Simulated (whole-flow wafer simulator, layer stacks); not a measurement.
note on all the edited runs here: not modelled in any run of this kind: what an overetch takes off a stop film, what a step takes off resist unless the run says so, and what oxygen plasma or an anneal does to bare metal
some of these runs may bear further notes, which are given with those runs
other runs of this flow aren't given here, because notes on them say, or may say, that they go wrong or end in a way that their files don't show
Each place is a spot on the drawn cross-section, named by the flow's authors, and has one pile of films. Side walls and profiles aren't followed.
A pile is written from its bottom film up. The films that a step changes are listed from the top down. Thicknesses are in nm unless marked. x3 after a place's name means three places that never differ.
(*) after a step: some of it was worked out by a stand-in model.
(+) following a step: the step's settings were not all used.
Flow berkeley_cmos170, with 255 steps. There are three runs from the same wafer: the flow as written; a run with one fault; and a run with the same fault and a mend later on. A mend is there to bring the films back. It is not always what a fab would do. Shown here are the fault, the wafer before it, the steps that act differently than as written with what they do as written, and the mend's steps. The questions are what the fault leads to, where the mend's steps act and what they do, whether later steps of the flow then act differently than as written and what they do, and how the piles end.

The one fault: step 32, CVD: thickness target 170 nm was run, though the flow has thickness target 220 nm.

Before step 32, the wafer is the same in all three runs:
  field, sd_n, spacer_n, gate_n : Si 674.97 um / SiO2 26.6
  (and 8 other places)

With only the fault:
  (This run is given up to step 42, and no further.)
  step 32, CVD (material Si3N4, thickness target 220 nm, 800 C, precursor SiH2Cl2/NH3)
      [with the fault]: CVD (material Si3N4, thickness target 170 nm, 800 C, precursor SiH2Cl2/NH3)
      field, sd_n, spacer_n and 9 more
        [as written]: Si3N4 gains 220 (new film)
        [with the fault]: Si3N4 gains 170 (new film)
  Later steps of the flow acting differently than as written:
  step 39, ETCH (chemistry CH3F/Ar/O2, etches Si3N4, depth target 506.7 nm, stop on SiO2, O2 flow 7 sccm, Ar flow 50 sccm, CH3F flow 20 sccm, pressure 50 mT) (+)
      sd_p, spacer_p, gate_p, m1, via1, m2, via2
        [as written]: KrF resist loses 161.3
        [with the fault]: KrF resist loses 128
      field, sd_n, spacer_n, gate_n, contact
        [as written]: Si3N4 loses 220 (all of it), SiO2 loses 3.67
        [with the fault]: Si3N4 loses 170 (all of it), SiO2 loses 3.67
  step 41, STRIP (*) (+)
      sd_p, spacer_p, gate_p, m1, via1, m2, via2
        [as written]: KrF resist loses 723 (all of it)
        [with the fault]: KrF resist loses 756.4 (all of it)
  The piles after step 42 differ from the flow's at sd_p, spacer_p, gate_p, m1, via1, m2, via2 by more than 2% or 0.5 nm, whichever is larger.
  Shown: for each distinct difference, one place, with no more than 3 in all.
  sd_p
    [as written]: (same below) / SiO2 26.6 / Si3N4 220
    [with the fault]: (same below) / SiO2 26.6 / Si3N4 170

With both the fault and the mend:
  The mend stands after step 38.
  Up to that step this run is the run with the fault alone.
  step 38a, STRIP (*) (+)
      sd_p, spacer_p, gate_p, m1, via1, m2, via2
        KrF resist loses 884.4 (all of it)
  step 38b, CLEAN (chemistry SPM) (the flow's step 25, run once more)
      alters no film at any place that is followed
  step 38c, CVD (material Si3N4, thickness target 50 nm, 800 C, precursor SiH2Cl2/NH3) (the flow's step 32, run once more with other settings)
      field, sd_n, spacer_n and 9 more
        Si3N4 gains 50
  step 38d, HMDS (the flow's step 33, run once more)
      alters no film at any place that is followed
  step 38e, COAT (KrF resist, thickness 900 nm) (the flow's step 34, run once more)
      field, sd_n, spacer_n and 9 more
        KrF resist gains 900 (new film)
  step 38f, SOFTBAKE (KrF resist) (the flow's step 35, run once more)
      alters no film at any place that is followed
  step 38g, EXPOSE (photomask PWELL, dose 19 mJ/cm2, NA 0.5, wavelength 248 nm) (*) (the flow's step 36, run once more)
      alters no film at any place that is followed
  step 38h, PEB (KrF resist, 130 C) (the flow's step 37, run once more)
      field, sd_n, spacer_n and 9 more
        KrF resist loses 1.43
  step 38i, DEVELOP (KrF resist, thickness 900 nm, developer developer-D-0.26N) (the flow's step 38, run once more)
      sd_p, spacer_p, gate_p, m1, via1, m2, via2
        KrF resist loses 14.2
      field, sd_n, spacer_n, gate_n, contact
        KrF resist loses 898.6 (all of it)
  Later steps of the flow that are run all act as written at every place that is followed.
  By the end, the piles equal the flow's at every place that both follow.
